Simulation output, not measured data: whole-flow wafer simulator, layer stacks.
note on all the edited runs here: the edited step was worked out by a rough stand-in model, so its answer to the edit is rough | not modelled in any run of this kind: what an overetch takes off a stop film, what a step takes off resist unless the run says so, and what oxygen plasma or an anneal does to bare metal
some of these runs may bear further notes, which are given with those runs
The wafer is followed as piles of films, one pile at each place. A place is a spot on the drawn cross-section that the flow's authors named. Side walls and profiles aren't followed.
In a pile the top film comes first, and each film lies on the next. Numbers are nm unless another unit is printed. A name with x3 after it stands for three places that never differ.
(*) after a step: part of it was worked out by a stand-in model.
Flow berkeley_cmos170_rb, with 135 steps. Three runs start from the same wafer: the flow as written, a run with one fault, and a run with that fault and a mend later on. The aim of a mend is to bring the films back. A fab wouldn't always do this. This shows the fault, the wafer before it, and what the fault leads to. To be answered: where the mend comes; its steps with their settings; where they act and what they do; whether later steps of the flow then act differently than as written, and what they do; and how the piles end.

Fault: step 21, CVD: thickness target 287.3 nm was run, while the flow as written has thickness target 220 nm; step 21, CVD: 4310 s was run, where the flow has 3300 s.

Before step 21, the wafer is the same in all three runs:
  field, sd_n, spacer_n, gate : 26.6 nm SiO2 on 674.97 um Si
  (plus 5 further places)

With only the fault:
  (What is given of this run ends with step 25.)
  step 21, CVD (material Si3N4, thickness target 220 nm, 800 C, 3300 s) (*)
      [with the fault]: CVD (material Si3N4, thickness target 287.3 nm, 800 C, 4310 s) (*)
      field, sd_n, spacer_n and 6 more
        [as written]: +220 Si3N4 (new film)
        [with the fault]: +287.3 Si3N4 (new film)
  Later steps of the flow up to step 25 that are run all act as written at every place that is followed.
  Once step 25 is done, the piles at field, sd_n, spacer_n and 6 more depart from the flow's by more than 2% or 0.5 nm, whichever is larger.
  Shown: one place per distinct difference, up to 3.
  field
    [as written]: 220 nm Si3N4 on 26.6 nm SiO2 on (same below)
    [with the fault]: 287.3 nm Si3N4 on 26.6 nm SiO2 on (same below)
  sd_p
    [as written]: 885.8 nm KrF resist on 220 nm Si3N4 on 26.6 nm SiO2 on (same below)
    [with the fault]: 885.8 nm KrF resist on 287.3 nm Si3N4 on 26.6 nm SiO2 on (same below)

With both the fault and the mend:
  The mend follows step 21.
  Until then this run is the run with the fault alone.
  step 21a, ETCH (chemistry h3po4, depth target 330.9 nm) (a further turn of the flow's step 16, with different settings)
      field, sd_n, spacer_n and 6 more
        -287.3 Si3N4 (all of it)
  step 21b, CLEAN (*) (a further turn of the flow's step 18)
      does not change any film at any place that is followed
  step 21c, CVD (material Si3N4, thickness target 220 nm, 800 C, 3300 s) (*) (a further turn of the flow's step 21)
      field, sd_n, spacer_n and 6 more
        +220 Si3N4 (new film)
  Later steps of the flow that are run all act as written at every place that is followed.
  The piles end the same as the flow's at every place that both follow.
